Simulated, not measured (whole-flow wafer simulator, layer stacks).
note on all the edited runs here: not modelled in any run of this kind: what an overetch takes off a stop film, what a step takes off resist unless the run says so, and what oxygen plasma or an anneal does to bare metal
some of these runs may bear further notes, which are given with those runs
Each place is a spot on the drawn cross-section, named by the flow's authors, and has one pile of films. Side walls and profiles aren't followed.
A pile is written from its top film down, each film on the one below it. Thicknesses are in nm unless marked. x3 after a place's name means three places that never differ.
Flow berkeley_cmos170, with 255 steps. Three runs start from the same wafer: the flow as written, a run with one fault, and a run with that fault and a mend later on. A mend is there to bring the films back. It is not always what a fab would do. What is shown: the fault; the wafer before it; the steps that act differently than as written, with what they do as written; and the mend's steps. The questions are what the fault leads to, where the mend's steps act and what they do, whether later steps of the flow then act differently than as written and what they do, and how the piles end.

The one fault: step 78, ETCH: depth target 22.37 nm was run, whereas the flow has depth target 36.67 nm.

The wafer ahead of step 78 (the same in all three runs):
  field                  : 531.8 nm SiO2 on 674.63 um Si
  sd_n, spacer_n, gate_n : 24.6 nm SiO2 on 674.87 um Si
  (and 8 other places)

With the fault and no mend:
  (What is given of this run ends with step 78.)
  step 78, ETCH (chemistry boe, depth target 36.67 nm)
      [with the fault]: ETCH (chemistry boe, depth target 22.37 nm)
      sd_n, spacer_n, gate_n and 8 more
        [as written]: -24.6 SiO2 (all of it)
        [with the fault]: -22.4 SiO2
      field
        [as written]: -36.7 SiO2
        [with the fault]: -22.4 SiO2
  After step 78, at field, sd_n, spacer_n and 9 more, the piles differ from the flow's by more than 2% or 0.5 nm, whichever is larger.
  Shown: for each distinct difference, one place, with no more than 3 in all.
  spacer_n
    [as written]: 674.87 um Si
    [with the fault]: 2.19 nm SiO2 on 674.87 um Si
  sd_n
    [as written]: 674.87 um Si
    [with the fault]: 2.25 nm SiO2 on 674.87 um Si
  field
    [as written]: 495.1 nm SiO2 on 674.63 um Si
    [with the fault]: 509.4 nm SiO2 on 674.63 um Si

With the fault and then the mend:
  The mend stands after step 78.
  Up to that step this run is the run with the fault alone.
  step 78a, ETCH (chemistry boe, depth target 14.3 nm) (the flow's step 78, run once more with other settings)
      spacer_n, gate_n, spacer_p and 6 more
        -2.19 SiO2 (all of it)
      sd_n, sd_p
        -2.25 SiO2 (all of it)
      field
        -14.3 SiO2
  Later steps of the flow that are run all act as written at every place that is followed, up to a difference of at most 2% or 0.5 nm, whichever is larger.
  By the end, the piles equal the flow's at every place that both follow.
